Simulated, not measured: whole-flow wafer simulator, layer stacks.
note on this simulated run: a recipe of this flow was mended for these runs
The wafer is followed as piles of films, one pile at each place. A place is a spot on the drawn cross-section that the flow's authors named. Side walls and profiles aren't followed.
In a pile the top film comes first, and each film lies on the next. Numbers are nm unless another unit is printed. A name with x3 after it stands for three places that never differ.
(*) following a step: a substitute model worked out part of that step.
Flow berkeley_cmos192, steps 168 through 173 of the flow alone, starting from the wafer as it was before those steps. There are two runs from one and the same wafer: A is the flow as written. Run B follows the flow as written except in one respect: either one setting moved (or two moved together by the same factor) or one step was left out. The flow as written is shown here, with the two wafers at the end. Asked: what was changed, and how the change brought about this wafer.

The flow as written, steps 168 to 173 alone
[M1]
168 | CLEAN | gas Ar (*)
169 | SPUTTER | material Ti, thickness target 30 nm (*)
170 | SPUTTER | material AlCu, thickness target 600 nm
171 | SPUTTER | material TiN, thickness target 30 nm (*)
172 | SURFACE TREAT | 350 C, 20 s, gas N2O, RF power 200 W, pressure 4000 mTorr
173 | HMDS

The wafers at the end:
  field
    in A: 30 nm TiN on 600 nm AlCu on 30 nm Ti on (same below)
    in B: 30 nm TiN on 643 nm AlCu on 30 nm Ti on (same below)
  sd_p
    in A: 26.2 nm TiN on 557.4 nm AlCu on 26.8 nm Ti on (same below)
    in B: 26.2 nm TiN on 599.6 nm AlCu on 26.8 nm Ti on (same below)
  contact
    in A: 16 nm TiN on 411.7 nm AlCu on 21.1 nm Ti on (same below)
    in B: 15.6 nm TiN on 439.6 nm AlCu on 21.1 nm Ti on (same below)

Cause: step 170, SPUTTER: thickness target 643 nm was run, while the flow as written has thickness target 600 nm.
The wafer itself shows it: field has AlCu 643, and step 170 as written asks for 600 nm.

How this came from the change, step by step:
  170 | SPUTTER | material AlCu, thickness target 600 nm
      field, sd_n, spacer_n, gate, spacer_p, gate_p, m1: A AlCu gains 600 (new film) | B AlCu gains 643 (new film)
      sd_p: A AlCu gains 557.4 (new film) | B AlCu gains 599.6 (new film)
      (also at 1 further place)
